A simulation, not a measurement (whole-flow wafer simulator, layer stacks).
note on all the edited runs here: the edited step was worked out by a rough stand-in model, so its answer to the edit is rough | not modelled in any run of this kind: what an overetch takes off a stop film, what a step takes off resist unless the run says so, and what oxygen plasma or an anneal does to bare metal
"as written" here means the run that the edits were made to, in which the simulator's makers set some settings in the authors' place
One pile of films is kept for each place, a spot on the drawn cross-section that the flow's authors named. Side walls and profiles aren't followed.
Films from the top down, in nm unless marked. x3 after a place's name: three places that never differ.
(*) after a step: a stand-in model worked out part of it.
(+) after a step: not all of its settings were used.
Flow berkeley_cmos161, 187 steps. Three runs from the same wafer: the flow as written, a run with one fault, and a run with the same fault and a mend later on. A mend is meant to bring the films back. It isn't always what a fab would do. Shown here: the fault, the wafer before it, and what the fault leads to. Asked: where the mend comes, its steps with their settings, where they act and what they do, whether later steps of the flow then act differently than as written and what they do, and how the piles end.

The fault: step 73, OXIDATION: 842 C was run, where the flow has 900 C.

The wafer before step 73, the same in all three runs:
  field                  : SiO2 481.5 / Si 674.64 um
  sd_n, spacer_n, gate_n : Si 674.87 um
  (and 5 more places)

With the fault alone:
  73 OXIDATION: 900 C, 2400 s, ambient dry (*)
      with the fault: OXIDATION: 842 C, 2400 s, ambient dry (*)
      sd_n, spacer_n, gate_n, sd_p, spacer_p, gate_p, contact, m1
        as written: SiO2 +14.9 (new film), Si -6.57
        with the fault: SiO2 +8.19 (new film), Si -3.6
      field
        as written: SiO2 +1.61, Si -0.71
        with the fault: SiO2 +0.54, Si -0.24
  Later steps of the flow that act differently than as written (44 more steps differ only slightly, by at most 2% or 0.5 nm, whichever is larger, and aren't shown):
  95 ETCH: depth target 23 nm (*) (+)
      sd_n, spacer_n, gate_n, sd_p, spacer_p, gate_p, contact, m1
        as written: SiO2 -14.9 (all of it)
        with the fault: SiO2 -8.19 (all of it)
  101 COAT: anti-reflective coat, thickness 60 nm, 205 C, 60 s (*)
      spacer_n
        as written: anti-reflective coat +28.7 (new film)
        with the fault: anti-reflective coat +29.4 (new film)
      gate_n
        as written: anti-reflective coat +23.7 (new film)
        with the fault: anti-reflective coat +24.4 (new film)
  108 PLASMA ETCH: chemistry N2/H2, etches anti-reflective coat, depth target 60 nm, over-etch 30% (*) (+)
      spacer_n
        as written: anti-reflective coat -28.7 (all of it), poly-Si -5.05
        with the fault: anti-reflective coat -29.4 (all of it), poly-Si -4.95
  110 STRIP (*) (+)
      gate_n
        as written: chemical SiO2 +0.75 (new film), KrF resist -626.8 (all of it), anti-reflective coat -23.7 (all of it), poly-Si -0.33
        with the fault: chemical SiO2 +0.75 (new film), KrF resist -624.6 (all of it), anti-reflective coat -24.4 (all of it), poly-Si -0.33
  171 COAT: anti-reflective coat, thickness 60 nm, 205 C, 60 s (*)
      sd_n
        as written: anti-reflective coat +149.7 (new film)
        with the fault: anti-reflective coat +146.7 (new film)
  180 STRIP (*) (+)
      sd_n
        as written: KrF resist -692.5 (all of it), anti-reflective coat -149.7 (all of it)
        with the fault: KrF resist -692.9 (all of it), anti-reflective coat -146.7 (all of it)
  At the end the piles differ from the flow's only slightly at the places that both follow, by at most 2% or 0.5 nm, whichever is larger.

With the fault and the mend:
  The mend comes after step 81.
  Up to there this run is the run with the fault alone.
  81a STRIP (*) (+)
      sd_p
        KrF resist -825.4 (all of it)
      spacer_p
        KrF resist -807.4 (all of it)
      gate_p
        KrF resist -806.3 (all of it)
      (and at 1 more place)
  81b CLEAN: chemistry SPM
      changes no film at any place that is followed
  81c OXIDATION: 900 C, 1453 s, ambient dry (*) (the flow's step 73 once more, with other settings)
      sd_n, spacer_n, gate_n, sd_p, spacer_p, gate_p, contact, m1
        SiO2 +6.71, Si -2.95
      field
        SiO2 +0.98, Si -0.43
  81d HMDS (the flow's step 75 once more)
      changes no film at any place that is followed
  81e COAT: KrF resist, thickness 900 nm (*) (the flow's step 76 once more)
      field
        KrF resist +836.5 (new film)
      sd_n
        KrF resist +1024.4 (new film)
      spacer_n
        KrF resist +984.7 (new film)
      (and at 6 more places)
  81f SOFTBAKE: KrF resist (the flow's step 77 once more)
      changes no film at any place that is followed
  81g EXPOSE: photomask PWELL, dose 30 mJ/cm2, NA 0.5, wavelength 248 nm (*) (the flow's step 78 once more)
      changes no film at any place that is followed
  81h PEB: KrF resist, 130 C (the flow's step 79 once more)
      sd_n, m1
        KrF resist -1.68
      spacer_n, gate_n
        KrF resist -1.61
      spacer_p, gate_p
        KrF resist -1.6
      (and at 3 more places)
  81i DEVELOP: KrF resist, thickness 900 nm, developer developer-D-0.26N (the flow's step 80 once more)
      sd_p, spacer_p, gate_p, m1
        KrF resist -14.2
      field
        KrF resist -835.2 (all of it)
      sd_n
        KrF resist -1022.8 (all of it)
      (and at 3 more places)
  81j HARDBAKE: 140 C, 30 s (the flow's step 81 once more)
      sd_p
        KrF resist -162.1
      spacer_p
        KrF resist -158.7
      gate_p
        KrF resist -158.5
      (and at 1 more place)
  No later step of the flow acts differently than as written, at any place that is followed, by more than 2% or 0.5 nm, whichever is larger.
  At the end the piles differ from the flow's only slightly at the places that both follow, by at most 2% or 0.5 nm, whichever is larger.
